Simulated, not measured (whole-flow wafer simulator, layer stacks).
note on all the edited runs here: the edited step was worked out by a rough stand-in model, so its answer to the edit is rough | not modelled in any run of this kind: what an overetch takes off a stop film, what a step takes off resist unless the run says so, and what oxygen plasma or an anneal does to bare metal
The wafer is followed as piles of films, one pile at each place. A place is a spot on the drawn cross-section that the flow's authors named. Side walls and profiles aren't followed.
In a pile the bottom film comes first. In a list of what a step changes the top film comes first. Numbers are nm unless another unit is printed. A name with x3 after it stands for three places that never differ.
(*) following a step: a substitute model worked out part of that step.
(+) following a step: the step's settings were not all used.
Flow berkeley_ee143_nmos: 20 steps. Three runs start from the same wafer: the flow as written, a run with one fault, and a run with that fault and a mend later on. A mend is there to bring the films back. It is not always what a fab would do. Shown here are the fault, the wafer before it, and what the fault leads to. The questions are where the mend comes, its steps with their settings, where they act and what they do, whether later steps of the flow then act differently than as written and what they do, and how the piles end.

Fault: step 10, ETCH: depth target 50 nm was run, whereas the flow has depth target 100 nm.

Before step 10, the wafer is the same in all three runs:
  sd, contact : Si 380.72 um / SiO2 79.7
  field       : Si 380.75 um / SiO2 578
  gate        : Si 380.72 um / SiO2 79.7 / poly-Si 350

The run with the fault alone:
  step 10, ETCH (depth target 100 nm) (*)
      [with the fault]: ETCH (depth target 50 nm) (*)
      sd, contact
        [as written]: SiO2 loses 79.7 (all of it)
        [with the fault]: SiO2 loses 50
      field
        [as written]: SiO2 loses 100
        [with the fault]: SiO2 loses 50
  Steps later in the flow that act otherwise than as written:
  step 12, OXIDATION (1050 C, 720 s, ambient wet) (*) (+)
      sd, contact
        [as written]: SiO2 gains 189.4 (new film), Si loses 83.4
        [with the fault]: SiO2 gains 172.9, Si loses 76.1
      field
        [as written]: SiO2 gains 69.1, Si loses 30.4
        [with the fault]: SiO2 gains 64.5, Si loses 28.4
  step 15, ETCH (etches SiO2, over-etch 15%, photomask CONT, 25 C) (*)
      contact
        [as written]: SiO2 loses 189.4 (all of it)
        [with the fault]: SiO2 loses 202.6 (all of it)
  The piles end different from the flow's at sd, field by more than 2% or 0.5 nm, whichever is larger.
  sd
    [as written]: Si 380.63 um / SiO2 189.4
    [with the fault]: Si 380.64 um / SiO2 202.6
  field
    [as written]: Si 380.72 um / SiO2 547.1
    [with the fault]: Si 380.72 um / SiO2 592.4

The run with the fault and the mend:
  The mend follows step 10.
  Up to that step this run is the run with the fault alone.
  step 10a, ETCH (depth target 50 nm) (*) (the flow's step 10, run once more with other settings)
      sd, contact
        SiO2 loses 29.7 (all of it)
      field
        SiO2 loses 50
  Later steps of the flow that are run all act as written at every place that is followed.
  At every place that both follow, the piles at the end match the flow's.
